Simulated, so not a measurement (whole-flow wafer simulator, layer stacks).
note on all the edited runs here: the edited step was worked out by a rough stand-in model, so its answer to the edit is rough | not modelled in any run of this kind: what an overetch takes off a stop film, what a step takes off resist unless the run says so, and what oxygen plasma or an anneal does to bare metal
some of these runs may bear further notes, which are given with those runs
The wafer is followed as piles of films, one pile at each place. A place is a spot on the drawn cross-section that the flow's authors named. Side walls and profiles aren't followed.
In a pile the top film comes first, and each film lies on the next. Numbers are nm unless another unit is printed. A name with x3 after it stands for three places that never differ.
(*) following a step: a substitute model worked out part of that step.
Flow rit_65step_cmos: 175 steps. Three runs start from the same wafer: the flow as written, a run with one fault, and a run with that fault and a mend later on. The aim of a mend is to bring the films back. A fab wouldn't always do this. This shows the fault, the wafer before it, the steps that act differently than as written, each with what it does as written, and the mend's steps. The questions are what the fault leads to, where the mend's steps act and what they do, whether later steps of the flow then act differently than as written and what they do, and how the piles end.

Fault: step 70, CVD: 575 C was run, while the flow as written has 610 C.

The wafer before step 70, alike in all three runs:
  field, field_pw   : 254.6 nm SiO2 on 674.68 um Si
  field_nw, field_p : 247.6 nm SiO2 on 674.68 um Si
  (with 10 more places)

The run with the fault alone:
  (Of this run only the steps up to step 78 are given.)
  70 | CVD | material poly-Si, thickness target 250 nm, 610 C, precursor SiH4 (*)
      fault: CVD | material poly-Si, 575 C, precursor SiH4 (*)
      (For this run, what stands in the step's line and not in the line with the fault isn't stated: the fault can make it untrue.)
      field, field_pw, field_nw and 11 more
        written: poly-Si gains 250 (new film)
        fault: poly-Si gains 120 (new film)
  None of the later steps of the flow up to step 78 differs from how it acts as written, at any place that is followed, by more than 2% or 0.5 nm, whichever is larger.
  Once step 78 is done, the piles at field, field_pw, field_nw and 11 more depart from the flow's by more than 2% or 0.5 nm, whichever is larger.
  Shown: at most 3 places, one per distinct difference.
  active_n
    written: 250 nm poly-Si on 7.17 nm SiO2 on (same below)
    fault: 120 nm poly-Si on 7.17 nm SiO2 on (same below)
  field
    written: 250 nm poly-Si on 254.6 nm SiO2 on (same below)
    fault: 120 nm poly-Si on 254.6 nm SiO2 on (same below)
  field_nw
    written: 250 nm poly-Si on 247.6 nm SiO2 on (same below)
    fault: 120 nm poly-Si on 247.6 nm SiO2 on (same below)

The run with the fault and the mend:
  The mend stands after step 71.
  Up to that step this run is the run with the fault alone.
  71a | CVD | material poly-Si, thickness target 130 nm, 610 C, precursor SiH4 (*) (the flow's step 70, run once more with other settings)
      field, field_pw, field_nw and 11 more
        poly-Si gains 130
  None of the later steps of the flow differs from how it acts as written, at any place that is followed, by more than 2% or 0.5 nm, whichever is larger.
  At every place that both follow, the piles at the end match the flow's.
